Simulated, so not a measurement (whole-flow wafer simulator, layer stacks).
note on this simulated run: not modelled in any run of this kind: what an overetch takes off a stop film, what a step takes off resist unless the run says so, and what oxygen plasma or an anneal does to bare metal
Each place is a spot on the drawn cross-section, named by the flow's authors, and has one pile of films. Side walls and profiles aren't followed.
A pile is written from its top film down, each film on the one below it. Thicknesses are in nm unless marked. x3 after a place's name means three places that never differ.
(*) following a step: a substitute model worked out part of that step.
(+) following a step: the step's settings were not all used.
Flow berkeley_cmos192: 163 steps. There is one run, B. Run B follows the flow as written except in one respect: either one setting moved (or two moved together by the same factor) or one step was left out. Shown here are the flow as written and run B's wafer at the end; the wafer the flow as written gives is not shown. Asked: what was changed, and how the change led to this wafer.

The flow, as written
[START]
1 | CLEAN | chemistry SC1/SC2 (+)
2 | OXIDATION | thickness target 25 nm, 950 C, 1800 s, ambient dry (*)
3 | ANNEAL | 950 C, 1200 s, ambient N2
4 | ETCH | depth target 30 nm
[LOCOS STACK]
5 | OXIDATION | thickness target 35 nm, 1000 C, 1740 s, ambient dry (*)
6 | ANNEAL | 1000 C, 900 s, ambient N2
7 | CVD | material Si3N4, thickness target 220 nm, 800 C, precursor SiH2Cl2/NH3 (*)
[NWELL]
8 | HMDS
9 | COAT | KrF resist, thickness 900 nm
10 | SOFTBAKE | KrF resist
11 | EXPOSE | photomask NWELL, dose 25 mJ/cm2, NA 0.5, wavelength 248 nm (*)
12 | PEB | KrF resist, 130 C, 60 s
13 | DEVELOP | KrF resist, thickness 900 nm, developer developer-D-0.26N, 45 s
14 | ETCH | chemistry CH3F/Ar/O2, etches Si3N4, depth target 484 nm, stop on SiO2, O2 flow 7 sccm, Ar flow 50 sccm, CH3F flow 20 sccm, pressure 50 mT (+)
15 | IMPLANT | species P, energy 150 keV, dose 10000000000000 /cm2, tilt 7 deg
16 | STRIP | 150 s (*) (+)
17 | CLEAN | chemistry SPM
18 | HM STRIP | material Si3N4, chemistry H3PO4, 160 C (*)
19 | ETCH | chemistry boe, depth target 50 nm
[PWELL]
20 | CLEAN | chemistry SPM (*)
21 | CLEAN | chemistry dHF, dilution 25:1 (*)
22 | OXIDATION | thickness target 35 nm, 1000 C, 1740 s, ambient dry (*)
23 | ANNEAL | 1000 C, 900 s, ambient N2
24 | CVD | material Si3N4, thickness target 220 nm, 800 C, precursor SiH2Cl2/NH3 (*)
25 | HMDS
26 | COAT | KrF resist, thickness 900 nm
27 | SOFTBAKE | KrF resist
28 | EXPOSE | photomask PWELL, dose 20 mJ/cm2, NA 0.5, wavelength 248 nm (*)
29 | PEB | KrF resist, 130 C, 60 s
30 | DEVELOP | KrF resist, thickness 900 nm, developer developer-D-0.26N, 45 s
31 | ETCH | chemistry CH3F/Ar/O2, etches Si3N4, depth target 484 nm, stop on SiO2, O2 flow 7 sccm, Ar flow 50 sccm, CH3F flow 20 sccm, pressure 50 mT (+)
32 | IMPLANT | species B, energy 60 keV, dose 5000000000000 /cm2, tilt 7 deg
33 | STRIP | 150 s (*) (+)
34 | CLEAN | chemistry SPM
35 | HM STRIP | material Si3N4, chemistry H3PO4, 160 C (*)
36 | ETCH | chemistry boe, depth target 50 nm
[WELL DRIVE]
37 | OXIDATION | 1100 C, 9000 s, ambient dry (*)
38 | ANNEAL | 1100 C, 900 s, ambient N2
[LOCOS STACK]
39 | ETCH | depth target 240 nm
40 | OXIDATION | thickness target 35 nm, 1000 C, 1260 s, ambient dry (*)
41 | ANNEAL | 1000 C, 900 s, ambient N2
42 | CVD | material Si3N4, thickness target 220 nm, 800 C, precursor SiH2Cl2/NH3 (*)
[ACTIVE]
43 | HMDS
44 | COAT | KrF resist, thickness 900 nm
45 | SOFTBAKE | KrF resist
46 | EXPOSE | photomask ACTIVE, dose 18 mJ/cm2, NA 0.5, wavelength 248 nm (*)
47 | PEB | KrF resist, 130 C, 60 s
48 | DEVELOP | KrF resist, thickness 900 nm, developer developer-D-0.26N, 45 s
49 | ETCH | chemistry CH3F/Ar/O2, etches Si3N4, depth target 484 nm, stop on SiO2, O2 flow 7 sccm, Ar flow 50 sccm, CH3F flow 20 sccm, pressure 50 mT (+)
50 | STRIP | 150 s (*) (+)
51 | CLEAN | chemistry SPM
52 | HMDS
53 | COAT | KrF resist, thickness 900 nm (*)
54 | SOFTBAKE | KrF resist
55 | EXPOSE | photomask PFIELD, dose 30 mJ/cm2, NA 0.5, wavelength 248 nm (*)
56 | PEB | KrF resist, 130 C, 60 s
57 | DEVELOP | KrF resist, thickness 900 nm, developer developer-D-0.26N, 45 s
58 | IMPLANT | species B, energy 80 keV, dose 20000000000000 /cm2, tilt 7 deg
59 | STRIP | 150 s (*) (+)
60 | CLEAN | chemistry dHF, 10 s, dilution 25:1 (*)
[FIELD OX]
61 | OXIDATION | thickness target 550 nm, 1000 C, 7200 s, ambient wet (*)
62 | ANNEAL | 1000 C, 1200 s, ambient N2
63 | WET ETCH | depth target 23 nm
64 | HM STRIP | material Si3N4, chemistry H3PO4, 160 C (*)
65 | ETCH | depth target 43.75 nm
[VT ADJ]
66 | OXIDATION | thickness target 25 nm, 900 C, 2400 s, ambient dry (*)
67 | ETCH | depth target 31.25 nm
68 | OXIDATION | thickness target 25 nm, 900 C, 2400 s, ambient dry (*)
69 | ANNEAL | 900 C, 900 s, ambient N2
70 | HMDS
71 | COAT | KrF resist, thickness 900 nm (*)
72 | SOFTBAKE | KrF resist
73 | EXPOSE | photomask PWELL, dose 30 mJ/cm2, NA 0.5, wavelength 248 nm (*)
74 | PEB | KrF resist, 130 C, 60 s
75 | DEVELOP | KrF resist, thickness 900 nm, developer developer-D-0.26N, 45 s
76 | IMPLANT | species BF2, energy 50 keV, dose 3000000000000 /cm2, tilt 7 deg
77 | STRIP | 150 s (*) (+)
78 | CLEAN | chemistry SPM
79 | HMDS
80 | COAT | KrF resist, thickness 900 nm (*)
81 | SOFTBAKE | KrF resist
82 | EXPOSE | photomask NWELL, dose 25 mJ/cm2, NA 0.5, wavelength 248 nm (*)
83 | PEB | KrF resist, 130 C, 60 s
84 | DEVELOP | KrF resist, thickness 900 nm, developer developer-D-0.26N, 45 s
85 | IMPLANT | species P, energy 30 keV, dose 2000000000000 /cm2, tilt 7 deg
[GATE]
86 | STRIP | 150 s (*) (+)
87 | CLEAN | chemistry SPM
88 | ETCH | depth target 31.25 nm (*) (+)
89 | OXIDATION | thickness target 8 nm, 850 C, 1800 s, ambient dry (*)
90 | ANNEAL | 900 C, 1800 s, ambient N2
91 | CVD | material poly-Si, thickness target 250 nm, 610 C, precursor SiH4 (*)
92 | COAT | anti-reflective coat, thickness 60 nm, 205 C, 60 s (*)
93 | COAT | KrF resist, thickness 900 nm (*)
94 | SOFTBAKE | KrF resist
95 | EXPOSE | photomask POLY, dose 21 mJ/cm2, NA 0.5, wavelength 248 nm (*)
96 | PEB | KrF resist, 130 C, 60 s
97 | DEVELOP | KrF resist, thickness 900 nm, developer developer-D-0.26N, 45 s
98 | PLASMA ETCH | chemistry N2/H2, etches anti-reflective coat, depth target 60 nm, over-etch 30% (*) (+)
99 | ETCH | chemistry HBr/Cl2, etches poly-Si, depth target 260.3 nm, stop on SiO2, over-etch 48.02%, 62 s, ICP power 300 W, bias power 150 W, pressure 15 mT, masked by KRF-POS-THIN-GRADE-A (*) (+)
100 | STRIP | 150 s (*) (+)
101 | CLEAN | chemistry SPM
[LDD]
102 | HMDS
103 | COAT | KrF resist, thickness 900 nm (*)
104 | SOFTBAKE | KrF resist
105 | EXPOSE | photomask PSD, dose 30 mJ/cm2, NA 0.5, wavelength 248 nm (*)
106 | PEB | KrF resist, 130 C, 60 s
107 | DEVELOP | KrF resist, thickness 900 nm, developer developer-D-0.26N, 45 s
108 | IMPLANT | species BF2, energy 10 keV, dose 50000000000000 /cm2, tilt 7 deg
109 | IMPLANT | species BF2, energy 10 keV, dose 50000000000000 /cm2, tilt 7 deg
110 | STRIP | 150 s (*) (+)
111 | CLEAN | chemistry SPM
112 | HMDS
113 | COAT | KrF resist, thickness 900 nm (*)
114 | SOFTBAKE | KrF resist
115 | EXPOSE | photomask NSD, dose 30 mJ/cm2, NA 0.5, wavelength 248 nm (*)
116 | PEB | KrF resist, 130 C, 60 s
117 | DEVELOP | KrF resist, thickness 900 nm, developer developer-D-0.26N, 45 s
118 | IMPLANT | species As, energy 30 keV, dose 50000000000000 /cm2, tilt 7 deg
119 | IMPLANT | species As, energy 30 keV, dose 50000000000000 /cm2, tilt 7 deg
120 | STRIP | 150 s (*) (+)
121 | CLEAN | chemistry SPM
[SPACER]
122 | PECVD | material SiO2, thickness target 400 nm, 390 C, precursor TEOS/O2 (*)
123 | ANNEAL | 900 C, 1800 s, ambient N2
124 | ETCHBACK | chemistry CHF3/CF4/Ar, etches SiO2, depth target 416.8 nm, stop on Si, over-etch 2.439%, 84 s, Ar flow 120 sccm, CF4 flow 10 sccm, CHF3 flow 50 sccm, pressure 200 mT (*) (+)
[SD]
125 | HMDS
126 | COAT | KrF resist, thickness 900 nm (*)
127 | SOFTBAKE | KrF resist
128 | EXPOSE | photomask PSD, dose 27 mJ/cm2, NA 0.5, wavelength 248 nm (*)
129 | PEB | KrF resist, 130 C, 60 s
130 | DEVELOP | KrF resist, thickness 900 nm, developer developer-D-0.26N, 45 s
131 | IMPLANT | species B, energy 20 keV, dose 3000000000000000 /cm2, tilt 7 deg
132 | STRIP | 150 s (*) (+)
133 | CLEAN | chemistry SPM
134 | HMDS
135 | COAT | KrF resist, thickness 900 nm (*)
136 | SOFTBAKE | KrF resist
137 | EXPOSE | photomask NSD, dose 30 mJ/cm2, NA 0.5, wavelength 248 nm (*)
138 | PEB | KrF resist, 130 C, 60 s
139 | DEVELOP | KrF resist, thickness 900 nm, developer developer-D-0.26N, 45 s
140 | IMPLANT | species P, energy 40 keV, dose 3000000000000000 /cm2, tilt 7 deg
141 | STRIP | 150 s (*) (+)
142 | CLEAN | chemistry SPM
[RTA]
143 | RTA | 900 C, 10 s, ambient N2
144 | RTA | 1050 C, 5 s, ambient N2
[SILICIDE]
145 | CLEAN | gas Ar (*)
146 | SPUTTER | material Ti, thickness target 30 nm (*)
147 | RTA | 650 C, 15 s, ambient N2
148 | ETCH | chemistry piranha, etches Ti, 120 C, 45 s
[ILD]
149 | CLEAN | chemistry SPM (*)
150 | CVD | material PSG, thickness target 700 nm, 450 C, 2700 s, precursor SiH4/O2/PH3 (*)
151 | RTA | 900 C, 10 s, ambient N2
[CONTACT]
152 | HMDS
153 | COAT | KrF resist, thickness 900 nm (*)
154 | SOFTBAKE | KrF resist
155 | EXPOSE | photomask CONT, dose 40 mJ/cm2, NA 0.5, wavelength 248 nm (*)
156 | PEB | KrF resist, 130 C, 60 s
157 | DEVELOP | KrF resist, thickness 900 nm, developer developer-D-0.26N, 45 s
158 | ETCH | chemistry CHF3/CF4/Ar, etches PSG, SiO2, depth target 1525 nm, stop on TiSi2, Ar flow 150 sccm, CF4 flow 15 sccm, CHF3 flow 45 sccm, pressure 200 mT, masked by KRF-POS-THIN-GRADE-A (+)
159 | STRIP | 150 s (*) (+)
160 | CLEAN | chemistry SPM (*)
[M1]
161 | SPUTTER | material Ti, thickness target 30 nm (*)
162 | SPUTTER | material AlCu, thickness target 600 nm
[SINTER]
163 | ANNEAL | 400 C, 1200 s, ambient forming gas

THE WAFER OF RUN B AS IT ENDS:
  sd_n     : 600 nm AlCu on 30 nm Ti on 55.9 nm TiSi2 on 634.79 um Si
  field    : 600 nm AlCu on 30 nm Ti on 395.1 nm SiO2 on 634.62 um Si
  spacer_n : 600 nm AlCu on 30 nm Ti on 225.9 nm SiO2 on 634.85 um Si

The reason: step 150, CVD: material PSG, thickness target 700 nm, 450 C, 2700 s, precursor SiH4/O2/PH3 (*), was skipped.

How this came from the change, step by step:
  153 | COAT | KrF resist, thickness 900 nm (*)
      spacer_n: KrF resist gains 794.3 (new film) (in the flow as written it would be: KrF resist gains 829.8 (new film))
      gate: KrF resist gains 768.7 (new film) (in the flow as written it would be: KrF resist gains 809.7 (new film))
      (and at 3 other places as well)
  158 | ETCH | chemistry CHF3/CF4/Ar, etches PSG, SiO2, depth target 1525 nm, stop on TiSi2, Ar flow 150 sccm, CF4 flow 15 sccm, CHF3 flow 45 sccm, pressure 200 mT, masked by KRF-POS-THIN-GRADE-A (+)
      contact: TiSi2 loses 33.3 (in the flow as written it would be: PSG loses 700 (all of it), TiSi2 loses 3.81)
      field, sd_n, spacer_n, gate, sd_p, spacer_p, gate_p, m1: KrF resist loses 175 (in the flow as written it would be: KrF resist loses 194.1)
  159 | STRIP | 150 s (*) (+)
      spacer_n: KrF resist loses 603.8 (all of it) (in the flow as written it would be: KrF resist loses 620.3 (all of it))
      gate: KrF resist loses 578.3 (all of it) (in the flow as written it would be: KrF resist loses 600.1 (all of it))
      (and at 3 other places as well)
  161 | SPUTTER | material Ti, thickness target 30 nm (*)
      sd_p: Ti gains 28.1 (new film) (in the flow as written it would be: Ti gains 26.6 (new film))
      contact: Ti gains 29.6 (new film) (in the flow as written it would be: Ti gains 21.1 (new film))
  162 | SPUTTER | material AlCu, thickness target 600 nm
      sd_p: AlCu gains 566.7 (new film) (in the flow as written it would be: AlCu gains 551.2 (new film))
      contact: AlCu gains 600 (new film) (in the flow as written it would be: AlCu gains 410.9 (new film))
